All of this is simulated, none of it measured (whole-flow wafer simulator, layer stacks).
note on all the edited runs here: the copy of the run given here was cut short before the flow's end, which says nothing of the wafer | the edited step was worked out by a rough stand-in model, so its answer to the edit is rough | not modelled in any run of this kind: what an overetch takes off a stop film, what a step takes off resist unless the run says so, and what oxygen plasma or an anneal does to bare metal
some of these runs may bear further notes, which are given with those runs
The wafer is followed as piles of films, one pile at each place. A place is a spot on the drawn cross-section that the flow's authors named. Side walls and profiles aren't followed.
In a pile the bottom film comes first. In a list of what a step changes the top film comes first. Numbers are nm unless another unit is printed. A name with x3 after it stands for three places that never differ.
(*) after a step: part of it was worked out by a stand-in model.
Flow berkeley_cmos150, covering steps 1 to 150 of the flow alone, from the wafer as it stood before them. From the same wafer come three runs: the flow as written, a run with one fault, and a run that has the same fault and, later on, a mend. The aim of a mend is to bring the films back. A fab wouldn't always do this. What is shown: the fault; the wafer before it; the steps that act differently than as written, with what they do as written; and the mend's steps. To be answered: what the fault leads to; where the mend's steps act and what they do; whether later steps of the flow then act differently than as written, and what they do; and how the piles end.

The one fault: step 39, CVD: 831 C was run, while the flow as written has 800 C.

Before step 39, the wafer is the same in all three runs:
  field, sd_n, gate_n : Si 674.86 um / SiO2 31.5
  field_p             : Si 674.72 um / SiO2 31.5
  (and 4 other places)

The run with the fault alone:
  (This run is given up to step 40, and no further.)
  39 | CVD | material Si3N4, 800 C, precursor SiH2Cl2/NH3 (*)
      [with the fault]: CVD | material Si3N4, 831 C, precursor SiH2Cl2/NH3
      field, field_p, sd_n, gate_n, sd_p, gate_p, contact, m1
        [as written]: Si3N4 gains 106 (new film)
        [with the fault]: Si3N4 gains 138.3 (new film)
  Later steps of the flow up to step 40 that are run all act as written at every place that is followed.
  After step 40, at field, field_p, sd_n, gate_n, sd_p, gate_p, contact, m1, the piles differ from the flow's by more than 2% or 0.5 nm, whichever is larger.
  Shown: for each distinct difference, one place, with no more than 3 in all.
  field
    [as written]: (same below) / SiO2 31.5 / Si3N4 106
    [with the fault]: (same below) / SiO2 31.5 / Si3N4 138.3

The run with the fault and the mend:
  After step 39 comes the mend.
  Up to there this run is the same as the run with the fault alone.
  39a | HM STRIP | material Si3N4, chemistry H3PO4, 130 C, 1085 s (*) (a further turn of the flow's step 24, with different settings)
      field, field_p, sd_n, gate_n, sd_p, gate_p, contact, m1
        Si3N4 loses 32.2
  Later steps of the flow that are run all act as written at every place that is followed, up to a difference of at most 2% or 0.5 nm, whichever is larger.
  By the end, the piles equal the flow's at every place that both follow.
